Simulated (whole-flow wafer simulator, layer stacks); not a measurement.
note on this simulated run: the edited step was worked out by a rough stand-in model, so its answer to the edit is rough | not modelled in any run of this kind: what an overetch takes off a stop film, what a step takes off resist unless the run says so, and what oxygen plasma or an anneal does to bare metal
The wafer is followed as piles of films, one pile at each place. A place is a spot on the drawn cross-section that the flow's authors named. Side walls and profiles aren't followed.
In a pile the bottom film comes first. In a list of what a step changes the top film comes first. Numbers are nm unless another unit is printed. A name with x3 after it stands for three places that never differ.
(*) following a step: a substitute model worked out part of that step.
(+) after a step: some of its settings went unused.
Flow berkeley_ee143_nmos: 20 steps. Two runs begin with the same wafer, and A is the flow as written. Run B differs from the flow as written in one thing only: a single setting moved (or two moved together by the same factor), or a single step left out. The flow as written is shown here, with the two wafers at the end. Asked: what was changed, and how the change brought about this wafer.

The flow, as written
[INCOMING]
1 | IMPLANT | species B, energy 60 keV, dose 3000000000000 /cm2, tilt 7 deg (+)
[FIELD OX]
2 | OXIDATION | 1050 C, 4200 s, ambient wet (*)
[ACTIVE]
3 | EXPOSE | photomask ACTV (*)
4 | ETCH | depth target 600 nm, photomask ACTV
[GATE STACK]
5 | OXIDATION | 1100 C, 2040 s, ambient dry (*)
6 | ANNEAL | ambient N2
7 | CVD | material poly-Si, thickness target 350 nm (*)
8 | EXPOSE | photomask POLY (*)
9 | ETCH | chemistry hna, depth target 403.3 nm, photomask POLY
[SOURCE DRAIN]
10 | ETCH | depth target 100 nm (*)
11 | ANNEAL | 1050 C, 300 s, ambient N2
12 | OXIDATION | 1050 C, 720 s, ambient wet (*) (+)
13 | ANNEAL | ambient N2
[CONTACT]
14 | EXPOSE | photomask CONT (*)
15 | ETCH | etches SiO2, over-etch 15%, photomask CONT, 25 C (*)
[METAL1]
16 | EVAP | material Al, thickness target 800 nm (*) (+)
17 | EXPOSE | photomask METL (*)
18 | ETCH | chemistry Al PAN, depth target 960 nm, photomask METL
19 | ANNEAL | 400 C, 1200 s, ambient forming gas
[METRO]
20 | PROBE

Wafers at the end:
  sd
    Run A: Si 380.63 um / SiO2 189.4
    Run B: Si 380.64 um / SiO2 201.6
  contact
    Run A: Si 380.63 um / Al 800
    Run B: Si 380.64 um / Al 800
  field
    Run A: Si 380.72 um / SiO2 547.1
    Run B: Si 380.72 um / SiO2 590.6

Cause: step 10, ETCH: depth target 52 nm was run, though the flow has depth target 100 nm.

Step by step, how the change led to this:
  10 | ETCH | depth target 100 nm (*)
      sd, contact: A -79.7 SiO2 (all of it) | B -52 SiO2
      field: A -100 SiO2 | B -52 SiO2
  12 | OXIDATION | 1050 C, 720 s, ambient wet (*) (+)
      sd, contact: A +189.4 SiO2 (new film), -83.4 Si | B +173.9 SiO2, -76.5 Si
      field: A +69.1 SiO2, -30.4 Si | B +64.7 SiO2, -28.4 Si
  15 | ETCH | etches SiO2, over-etch 15%, photomask CONT, 25 C (*)
      contact: A -189.4 SiO2 (all of it) | B -201.6 SiO2 (all of it)
